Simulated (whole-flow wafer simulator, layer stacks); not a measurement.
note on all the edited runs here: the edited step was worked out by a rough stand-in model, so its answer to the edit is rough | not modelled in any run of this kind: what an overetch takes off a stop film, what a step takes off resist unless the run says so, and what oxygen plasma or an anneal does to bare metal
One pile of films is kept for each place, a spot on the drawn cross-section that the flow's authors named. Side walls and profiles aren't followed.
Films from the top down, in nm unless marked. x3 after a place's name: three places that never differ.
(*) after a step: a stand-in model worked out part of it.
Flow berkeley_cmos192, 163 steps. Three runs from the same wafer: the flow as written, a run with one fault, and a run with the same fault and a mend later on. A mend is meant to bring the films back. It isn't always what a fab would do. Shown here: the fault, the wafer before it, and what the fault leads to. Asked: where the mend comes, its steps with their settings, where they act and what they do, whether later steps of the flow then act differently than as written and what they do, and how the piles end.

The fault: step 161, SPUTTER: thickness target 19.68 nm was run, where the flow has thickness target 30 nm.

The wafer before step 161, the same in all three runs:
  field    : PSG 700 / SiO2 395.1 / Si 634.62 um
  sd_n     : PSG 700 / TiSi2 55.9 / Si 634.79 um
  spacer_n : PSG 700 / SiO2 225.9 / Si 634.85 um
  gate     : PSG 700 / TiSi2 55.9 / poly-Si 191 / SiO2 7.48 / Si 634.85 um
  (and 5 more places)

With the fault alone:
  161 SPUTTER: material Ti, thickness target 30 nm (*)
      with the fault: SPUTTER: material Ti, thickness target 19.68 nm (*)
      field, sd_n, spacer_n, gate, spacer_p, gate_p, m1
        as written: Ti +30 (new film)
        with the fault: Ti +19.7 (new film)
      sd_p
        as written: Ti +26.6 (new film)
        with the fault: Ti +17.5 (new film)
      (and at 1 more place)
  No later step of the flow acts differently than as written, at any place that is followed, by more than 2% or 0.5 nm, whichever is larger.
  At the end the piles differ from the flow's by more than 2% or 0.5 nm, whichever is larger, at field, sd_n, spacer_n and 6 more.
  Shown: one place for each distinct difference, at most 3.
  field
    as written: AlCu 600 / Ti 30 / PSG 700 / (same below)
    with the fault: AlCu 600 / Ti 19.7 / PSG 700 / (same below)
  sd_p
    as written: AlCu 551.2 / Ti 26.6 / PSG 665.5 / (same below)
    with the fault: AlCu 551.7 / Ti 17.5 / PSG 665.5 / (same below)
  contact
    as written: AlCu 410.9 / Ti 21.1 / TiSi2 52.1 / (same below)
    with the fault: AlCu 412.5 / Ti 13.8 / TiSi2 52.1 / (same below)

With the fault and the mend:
  The mend comes after step 161.
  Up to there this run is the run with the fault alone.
  161a ETCH: chemistry piranha, etches Ti, 120 C, 34 s (the flow's step 148 once more, with other settings)
      field, sd_n, spacer_n, gate, spacer_p, gate_p, m1
        Ti -19.7 (all of it)
      sd_p
        Ti -17.5 (all of it)
      contact
        Ti -13.8 (all of it), TiSi2 -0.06
  161b SPUTTER: material Ti, thickness target 30 nm (*) (the flow's step 161 once more)
      field, sd_n, spacer_n, gate, spacer_p, gate_p, m1
        Ti +30 (new film)
      sd_p
        Ti +26.6 (new film)
      contact
        Ti +21.1 (new film)
  No later step of the flow acts differently than as written at any place that is followed.
  At the end the piles differ from the flow's only slightly at the places that both follow, by at most 2% or 0.5 nm, whichever is larger.
